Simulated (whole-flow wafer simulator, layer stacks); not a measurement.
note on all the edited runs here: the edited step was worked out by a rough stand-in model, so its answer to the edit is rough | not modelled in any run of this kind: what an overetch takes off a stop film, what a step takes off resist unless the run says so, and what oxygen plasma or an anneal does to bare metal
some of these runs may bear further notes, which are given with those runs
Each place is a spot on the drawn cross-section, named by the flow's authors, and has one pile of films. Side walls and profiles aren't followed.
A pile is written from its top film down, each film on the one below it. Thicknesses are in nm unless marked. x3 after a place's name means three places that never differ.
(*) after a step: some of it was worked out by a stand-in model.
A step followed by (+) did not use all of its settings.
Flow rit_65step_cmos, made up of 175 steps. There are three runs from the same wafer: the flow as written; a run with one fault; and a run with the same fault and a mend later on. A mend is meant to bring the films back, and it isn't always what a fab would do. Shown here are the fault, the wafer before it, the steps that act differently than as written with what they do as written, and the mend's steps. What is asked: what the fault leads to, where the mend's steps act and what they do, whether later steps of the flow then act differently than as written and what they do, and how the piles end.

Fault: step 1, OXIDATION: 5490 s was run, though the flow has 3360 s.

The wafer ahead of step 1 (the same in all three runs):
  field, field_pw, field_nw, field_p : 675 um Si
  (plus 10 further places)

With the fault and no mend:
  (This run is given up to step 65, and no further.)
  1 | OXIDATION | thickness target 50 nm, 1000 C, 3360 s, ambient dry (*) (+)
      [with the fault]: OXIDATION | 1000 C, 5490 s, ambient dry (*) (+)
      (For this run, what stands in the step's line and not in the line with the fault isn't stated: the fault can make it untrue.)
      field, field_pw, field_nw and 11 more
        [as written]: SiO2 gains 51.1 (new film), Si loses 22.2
        [with the fault]: SiO2 gains 68.6 (new film), Si loses 29.9
  Steps later in the flow that act otherwise than as written (21 more steps, not shown, differ only slightly: by at most 2% or 0.5 nm, whichever is larger):
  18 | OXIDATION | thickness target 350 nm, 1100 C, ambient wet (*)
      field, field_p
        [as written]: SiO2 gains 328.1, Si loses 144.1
        [with the fault]: SiO2 gains 315.7, Si loses 138.7
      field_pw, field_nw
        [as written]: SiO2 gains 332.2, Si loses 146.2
        [with the fault]: SiO2 gains 319.5, Si loses 140.6
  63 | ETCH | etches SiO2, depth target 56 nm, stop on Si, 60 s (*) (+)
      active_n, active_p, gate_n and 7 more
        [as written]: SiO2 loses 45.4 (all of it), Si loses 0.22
        [with the fault]: SiO2 loses 56
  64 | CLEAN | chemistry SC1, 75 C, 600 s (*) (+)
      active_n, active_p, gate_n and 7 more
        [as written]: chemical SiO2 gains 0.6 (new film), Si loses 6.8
        [with the fault]: SiO2 loses 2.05
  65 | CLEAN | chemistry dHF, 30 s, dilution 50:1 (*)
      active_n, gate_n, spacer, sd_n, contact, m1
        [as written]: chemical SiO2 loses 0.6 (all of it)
        [with the fault]: SiO2 loses 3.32
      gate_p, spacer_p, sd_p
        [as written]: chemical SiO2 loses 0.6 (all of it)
        [with the fault]: SiO2 loses 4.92 (all of it)
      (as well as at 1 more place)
  The piles after step 65 differ from the flow's at active_n, gate_n, spacer, sd_n, contact, m1 by more than 2% or 0.5 nm, whichever is larger.
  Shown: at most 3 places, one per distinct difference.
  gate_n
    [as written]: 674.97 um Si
    [with the fault]: 1.6 nm SiO2 on 674.97 um Si
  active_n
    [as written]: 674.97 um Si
    [with the fault]: 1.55 nm SiO2 on 674.97 um Si

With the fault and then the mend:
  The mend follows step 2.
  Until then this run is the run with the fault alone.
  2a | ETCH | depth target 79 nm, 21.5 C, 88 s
      field, field_pw, field_nw and 11 more
        SiO2 loses 68.6 (all of it)
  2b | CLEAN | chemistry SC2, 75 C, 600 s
      field, field_pw, field_nw and 11 more
        chemical SiO2 gains 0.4 (new film), Si loses 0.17
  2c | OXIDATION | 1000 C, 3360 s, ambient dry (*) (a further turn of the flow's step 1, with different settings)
      field, field_pw, field_nw and 11 more
        SiO2 gains 51 (new film), chemical SiO2 loses 0.4 (all of it), Si loses 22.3
  Steps later in the flow that act otherwise than as written (17 more steps, not shown, differ only slightly: by at most 2% or 0.5 nm, whichever is larger):
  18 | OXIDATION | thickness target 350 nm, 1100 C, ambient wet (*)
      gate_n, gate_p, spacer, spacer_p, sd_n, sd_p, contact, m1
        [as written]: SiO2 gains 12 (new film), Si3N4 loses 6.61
        [with the mend]: SiO2 gains 12 (new film), Si3N4 loses 6.61, SiO2 gains 0.03
  The piles end only slightly different from the flow's at the places that both follow, by no more than 2% or 0.5 nm, whichever is larger.
